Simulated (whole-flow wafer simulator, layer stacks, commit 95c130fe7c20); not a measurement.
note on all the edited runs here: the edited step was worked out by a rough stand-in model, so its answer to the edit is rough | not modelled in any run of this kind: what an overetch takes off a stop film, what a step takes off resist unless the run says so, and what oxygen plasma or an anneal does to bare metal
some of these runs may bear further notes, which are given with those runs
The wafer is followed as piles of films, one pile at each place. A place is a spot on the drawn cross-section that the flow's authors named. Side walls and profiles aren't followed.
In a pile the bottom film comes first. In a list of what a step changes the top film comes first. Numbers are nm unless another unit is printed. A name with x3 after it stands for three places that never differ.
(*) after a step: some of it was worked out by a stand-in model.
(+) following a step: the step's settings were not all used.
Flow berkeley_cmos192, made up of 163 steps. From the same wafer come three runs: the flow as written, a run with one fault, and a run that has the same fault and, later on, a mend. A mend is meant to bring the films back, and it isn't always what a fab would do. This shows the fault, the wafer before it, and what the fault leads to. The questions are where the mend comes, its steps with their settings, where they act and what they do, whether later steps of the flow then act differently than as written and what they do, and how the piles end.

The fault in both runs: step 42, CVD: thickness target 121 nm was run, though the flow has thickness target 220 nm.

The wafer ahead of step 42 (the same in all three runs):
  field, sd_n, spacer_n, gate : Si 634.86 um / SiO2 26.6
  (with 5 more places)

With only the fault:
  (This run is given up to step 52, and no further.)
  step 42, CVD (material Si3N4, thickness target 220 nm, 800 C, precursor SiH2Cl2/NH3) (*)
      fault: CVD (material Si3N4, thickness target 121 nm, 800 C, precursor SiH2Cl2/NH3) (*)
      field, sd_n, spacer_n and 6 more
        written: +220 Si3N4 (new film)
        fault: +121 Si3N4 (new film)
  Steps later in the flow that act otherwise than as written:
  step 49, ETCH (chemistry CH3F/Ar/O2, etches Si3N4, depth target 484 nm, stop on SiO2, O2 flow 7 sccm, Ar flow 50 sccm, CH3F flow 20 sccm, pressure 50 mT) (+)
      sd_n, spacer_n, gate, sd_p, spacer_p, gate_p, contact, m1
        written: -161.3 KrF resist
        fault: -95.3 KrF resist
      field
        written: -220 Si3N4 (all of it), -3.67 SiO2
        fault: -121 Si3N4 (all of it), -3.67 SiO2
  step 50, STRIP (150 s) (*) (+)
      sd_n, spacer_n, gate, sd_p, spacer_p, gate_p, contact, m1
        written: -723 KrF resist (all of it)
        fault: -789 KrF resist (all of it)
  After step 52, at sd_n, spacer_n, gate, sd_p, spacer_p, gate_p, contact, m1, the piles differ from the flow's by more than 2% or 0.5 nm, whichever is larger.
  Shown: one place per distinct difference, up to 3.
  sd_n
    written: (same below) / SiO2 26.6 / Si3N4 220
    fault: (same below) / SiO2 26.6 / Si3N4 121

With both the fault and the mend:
  After step 42 comes the mend.
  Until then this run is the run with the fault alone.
  step 42a, CVD (material Si3N4, thickness target 99 nm, 800 C, precursor SiH2Cl2/NH3) (*) (the flow's step 42 again, with other settings)
      field, sd_n, spacer_n and 6 more
        +99 Si3N4
  Every later step of the flow that is run acts as written at every place that is followed.
  The piles end the same as the flow's at every place that both follow.
